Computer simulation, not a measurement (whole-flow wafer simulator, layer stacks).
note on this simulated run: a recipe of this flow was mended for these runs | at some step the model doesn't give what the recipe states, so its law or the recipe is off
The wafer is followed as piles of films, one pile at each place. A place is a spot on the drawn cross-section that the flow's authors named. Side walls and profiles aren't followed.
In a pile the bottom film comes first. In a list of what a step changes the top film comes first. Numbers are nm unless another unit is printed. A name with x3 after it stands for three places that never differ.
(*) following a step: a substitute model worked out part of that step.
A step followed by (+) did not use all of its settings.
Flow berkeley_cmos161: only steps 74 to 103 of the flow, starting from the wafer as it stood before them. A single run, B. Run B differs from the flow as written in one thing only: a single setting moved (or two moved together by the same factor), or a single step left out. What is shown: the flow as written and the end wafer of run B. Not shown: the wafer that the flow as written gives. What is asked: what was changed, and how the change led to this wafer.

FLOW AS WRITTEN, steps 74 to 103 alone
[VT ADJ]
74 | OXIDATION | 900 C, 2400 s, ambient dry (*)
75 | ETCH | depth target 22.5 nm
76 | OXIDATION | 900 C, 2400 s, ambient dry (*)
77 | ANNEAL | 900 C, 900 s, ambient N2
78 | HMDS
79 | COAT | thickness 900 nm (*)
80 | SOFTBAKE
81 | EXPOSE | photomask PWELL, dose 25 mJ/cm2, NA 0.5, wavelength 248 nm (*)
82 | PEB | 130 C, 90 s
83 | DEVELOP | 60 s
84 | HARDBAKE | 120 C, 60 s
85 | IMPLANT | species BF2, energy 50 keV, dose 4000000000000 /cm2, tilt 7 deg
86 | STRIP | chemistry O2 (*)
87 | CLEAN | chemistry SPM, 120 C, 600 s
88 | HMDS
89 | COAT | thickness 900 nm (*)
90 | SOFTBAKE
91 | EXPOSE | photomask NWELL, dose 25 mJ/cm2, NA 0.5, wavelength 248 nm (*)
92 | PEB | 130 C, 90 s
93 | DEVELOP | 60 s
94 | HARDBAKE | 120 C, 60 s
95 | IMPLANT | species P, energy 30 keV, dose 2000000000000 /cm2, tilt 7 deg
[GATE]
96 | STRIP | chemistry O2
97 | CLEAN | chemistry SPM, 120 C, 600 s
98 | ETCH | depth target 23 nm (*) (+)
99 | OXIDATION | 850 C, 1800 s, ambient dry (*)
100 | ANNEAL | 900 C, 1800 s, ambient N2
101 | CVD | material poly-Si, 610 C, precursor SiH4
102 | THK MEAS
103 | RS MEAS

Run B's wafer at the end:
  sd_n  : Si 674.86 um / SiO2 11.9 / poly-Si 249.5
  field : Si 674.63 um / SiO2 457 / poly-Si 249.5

Cause: step 76, OXIDATION: 7200 s was run, though the flow has 2400 s.

How this came from the change, step by step:
  76 | OXIDATION | 900 C, 2400 s, ambient dry (*)
      sd_n, spacer_n, gate_n, sd_p, spacer_p, gate_p, contact, m1: SiO2 gains 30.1 (new film), Si loses 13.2 (it would be, as written: SiO2 gains 14.9 (new film), Si loses 6.57)
      field: SiO2 gains 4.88, Si loses 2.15 (it would be, as written: SiO2 gains 1.63, Si loses 0.72)
  98 | ETCH | depth target 23 nm (*) (+)
      sd_n, spacer_n, gate_n, sd_p, spacer_p, gate_p, contact, m1: SiO2 loses 23 (it would be, as written: SiO2 loses 14.9 (all of it))
  99 | OXIDATION | 850 C, 1800 s, ambient dry (*)
      sd_n, spacer_n, gate_n, sd_p, spacer_p, gate_p, contact, m1: SiO2 gains 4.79, Si loses 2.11 (it would be, as written: SiO2 gains 7.48 (new film), Si loses 3.29)
